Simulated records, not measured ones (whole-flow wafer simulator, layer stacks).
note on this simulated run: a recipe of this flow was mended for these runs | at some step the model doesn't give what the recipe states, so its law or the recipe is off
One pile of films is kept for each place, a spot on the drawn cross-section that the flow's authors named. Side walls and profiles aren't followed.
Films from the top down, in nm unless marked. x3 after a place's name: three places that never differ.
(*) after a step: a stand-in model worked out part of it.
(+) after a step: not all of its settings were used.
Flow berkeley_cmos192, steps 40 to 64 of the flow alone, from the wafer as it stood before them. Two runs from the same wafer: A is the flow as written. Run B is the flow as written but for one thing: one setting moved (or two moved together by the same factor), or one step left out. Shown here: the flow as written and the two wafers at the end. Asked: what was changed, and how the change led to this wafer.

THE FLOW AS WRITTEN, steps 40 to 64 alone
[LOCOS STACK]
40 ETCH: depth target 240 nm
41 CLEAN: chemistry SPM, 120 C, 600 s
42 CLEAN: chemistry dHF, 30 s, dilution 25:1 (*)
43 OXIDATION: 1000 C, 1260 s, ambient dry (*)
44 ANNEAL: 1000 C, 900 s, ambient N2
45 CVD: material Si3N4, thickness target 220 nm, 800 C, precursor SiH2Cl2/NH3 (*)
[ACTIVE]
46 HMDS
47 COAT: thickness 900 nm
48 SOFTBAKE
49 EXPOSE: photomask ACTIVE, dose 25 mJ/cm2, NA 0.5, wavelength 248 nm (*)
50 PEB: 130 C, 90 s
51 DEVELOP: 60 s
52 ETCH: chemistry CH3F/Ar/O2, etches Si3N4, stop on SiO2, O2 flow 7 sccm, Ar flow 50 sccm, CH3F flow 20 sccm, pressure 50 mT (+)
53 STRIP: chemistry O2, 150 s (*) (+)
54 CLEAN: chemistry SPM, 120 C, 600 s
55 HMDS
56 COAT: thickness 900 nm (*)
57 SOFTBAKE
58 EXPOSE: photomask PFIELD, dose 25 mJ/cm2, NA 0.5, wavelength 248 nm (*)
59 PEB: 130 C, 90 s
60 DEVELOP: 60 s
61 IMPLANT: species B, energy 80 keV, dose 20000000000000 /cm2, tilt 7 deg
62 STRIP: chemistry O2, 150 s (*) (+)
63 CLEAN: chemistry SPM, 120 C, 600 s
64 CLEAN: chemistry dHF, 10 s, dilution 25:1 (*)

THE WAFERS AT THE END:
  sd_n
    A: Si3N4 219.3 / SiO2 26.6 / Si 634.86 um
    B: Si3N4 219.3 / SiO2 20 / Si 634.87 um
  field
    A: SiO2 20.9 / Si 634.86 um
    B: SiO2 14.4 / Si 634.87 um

The cause: step 43, OXIDATION: 970 C was run, where the flow has 1000 C.

How the change led to this, step by step:
  43 OXIDATION: 1000 C, 1260 s, ambient dry (*)
      field, sd_n, spacer_n and 6 more: A SiO2 +26.6 (new film), Si -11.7 | B SiO2 +20 (new film), Si -8.81
